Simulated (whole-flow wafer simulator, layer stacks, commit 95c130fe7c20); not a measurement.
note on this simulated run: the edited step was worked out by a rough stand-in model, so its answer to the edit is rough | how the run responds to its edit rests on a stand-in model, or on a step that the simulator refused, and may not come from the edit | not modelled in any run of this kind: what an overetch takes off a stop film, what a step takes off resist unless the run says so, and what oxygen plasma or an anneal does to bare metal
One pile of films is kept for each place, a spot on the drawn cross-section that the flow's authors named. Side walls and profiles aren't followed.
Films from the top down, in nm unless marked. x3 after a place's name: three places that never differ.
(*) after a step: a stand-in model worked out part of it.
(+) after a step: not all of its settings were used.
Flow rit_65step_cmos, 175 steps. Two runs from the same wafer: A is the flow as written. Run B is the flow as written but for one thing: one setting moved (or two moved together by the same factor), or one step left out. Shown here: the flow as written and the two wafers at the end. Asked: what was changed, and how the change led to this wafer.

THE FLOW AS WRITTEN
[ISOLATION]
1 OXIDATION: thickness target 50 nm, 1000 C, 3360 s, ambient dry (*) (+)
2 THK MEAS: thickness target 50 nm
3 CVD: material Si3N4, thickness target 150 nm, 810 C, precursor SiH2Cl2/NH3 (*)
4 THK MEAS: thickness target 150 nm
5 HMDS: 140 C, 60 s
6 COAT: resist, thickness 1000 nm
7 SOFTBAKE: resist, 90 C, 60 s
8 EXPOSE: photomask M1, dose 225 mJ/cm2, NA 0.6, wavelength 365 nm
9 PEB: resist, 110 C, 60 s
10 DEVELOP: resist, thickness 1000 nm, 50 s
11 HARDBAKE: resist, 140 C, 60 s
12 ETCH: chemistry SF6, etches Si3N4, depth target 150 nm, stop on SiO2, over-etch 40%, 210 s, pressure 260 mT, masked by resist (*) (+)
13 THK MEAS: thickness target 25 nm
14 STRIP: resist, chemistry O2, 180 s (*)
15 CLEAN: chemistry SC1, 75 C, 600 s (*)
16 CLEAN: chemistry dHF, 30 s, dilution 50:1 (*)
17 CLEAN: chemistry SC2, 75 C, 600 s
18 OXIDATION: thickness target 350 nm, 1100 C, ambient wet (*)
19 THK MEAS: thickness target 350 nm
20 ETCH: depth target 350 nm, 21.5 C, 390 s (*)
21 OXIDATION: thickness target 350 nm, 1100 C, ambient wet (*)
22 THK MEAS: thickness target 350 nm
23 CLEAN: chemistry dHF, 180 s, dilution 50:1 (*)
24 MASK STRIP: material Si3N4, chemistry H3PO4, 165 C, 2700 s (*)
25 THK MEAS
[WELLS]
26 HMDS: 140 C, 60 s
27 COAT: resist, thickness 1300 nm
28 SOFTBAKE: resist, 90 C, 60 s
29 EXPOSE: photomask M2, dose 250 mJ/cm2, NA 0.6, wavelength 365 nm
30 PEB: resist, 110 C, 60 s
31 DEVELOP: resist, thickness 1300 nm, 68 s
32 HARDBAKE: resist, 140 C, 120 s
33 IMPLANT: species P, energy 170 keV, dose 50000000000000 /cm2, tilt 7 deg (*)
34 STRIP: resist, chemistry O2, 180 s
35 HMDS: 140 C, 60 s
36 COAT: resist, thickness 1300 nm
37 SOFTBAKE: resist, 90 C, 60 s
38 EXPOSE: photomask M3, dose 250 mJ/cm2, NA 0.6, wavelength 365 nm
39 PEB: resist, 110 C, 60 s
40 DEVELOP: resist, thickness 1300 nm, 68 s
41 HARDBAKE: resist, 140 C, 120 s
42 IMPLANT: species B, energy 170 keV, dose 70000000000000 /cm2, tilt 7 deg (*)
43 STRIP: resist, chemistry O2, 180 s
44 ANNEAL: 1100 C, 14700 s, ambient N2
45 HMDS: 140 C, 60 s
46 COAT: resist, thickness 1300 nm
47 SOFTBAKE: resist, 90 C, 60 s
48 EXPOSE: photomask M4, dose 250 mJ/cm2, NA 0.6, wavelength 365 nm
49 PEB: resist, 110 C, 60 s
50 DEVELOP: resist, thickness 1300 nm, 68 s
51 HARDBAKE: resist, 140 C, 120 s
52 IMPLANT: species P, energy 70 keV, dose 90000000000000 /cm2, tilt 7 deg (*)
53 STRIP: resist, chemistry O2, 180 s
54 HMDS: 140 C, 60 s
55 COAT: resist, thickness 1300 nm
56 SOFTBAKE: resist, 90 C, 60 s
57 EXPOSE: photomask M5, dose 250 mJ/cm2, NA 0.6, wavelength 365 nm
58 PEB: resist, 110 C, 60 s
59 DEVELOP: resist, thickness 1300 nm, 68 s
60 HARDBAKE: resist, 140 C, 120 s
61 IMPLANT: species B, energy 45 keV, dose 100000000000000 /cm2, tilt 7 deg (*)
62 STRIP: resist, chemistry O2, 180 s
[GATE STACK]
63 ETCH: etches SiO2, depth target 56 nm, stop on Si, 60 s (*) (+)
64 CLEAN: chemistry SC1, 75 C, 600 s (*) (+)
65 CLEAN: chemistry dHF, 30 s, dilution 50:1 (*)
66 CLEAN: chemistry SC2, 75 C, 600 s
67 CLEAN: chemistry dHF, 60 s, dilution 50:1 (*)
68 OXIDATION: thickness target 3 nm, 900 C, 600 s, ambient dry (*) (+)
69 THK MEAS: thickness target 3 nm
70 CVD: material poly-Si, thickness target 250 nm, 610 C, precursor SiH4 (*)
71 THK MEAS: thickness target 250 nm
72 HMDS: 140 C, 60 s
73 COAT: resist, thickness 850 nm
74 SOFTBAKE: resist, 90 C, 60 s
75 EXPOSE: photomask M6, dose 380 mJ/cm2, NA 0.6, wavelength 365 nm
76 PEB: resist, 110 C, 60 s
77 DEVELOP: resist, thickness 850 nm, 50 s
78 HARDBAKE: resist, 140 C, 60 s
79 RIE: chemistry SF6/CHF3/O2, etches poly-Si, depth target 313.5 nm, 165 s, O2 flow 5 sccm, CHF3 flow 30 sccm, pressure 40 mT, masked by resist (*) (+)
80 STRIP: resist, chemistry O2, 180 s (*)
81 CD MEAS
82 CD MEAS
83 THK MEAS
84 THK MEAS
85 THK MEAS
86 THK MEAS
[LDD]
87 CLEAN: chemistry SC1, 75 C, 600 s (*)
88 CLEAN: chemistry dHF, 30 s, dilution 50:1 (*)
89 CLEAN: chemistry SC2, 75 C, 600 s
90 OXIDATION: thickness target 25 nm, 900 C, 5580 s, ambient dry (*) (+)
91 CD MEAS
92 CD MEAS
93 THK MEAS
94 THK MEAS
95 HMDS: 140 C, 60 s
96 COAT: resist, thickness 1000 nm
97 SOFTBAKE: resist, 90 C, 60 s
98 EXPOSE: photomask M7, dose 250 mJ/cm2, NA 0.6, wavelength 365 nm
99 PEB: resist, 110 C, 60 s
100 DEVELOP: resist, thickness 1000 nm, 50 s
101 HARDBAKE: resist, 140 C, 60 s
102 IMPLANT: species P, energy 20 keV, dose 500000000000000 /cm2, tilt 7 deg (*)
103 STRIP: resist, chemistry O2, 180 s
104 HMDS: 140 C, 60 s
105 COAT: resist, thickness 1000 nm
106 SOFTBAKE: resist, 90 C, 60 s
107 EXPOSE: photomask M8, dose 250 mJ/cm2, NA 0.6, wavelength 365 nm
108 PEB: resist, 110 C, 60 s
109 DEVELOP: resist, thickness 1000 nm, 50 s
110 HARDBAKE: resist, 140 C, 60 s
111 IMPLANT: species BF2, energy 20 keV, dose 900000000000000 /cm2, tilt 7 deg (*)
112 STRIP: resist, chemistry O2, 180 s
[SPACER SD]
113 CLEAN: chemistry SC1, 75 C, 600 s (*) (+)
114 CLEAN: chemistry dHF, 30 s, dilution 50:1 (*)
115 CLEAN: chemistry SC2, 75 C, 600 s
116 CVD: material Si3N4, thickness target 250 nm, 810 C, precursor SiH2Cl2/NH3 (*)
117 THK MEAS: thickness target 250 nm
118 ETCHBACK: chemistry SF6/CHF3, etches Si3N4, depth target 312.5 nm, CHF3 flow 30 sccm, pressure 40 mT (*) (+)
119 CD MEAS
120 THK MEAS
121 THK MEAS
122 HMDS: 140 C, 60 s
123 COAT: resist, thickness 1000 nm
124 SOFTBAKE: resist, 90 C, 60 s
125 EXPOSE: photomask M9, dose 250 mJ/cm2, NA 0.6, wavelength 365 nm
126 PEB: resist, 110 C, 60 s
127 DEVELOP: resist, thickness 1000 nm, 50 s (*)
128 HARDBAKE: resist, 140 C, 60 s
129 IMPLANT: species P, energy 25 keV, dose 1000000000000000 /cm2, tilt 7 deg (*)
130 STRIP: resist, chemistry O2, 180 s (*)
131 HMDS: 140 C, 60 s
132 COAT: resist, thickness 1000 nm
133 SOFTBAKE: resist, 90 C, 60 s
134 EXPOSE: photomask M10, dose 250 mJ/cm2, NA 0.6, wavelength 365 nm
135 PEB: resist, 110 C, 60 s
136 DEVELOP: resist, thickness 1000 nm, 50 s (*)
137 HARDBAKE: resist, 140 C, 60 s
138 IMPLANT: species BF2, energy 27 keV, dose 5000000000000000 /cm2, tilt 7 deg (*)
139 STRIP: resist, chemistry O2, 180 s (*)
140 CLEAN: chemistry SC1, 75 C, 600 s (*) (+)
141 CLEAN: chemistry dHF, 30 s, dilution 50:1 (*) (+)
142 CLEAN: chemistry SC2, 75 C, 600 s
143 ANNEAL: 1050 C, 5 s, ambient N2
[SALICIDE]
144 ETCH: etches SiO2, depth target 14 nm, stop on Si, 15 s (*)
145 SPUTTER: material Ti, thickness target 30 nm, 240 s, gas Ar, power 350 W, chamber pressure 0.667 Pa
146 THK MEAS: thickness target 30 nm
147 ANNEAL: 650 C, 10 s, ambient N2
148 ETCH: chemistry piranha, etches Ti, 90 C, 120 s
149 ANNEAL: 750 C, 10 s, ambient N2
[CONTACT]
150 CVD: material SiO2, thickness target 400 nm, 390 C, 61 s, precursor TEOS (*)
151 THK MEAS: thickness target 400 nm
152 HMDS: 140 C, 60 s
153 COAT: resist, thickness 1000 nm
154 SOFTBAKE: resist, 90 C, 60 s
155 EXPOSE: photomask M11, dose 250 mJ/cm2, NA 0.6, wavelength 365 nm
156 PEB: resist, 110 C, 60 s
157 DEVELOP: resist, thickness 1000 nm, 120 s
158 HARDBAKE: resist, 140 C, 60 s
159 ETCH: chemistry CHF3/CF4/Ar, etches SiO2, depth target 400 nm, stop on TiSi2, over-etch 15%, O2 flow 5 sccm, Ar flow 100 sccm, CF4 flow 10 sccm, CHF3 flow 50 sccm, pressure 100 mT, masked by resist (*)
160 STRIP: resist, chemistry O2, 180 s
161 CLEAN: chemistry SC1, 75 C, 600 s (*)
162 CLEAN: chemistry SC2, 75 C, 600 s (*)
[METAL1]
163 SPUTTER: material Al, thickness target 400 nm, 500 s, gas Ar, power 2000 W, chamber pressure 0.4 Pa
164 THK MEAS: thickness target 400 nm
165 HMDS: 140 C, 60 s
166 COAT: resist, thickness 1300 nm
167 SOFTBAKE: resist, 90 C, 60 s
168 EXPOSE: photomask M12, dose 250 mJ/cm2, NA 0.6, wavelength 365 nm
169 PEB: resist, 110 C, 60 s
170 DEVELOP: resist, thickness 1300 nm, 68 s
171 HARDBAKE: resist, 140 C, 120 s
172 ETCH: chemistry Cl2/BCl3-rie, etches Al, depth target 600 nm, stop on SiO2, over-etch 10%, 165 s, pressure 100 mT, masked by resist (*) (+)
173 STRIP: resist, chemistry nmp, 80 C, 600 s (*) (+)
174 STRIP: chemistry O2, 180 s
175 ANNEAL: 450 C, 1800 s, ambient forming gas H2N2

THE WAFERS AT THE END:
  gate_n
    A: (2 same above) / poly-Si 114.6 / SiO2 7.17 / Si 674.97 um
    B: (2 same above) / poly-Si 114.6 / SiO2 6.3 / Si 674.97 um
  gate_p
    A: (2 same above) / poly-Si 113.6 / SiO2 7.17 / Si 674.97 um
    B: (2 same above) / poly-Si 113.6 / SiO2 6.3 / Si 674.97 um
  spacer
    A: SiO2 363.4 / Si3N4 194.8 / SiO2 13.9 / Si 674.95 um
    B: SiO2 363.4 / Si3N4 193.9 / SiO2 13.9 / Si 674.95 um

The cause: step 68, OXIDATION: 480 s was run, where the flow has 600 s.

How the change led to this, step by step:
  68 OXIDATION: thickness target 3 nm, 900 C, 600 s, ambient dry (*) (+)
      active_n, active_p, gate_n and 7 more: A SiO2 +7.17 (new film), Si -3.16 | B SiO2 +6.3 (new film), Si -2.77
  79 RIE: chemistry SF6/CHF3/O2, etches poly-Si, depth target 313.5 nm, 165 s, O2 flow 5 sccm, CHF3 flow 30 sccm, pressure 40 mT, masked by resist (*) (+)
      active_n, active_p, spacer, spacer_p, sd_n, sd_p, contact, m1: A poly-Si -250 (all of it), SiO2 -7.17 (all of it) | B poly-Si -250 (all of it), SiO2 -6.3 (all of it)
